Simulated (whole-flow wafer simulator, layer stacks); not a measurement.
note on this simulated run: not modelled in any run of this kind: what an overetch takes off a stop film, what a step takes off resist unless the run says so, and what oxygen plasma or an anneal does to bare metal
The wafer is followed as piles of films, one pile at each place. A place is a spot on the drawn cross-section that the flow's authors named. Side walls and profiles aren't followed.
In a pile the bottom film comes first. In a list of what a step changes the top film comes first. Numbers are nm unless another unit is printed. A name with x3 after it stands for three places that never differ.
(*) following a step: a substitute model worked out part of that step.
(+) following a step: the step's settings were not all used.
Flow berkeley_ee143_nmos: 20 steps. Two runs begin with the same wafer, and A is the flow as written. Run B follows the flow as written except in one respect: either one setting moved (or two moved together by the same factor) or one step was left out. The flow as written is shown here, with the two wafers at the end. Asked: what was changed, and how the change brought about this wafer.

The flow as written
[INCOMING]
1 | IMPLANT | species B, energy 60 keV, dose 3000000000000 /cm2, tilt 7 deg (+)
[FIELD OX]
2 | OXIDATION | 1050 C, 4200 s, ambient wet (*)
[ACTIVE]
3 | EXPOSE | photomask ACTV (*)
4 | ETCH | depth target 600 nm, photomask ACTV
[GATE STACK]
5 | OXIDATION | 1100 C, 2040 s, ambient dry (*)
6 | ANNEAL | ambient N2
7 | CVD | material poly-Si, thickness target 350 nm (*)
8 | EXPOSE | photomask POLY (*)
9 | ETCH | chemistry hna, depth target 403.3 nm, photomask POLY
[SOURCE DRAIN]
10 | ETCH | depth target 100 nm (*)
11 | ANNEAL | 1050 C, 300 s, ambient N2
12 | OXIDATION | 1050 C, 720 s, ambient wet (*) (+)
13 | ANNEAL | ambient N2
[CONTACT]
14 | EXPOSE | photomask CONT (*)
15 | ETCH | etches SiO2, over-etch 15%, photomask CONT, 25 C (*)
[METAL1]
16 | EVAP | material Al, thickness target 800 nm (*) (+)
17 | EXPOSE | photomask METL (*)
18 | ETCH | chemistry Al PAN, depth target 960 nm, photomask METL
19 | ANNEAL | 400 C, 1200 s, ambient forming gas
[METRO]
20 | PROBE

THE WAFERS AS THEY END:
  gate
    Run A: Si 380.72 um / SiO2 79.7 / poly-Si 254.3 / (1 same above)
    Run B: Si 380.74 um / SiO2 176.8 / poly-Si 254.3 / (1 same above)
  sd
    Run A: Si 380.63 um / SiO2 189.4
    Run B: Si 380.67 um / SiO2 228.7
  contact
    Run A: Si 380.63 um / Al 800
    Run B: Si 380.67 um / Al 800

Cause: step 4, ETCH: depth target 421 nm was run, whereas the flow has depth target 600 nm.

The path from the change to this, step by step:
  4 | ETCH | depth target 600 nm, photomask ACTV
      gate, sd, contact: A -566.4 SiO2 (all of it) | B -421 SiO2
  5 | OXIDATION | 1100 C, 2040 s, ambient dry (*)
      gate, sd, contact: A +79.7 SiO2 (new film), -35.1 Si | B +31.4 SiO2, -13.8 Si
  10 | ETCH | depth target 100 nm (*)
      sd, contact: A -79.7 SiO2 (all of it) | B -100 SiO2
  12 | OXIDATION | 1050 C, 720 s, ambient wet (*) (+)
      sd, contact: A +189.4 SiO2 (new film), -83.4 Si | B +151.9 SiO2, -66.8 Si
  15 | ETCH | etches SiO2, over-etch 15%, photomask CONT, 25 C (*)
      contact: A -189.4 SiO2 (all of it) | B -228.7 SiO2 (all of it)
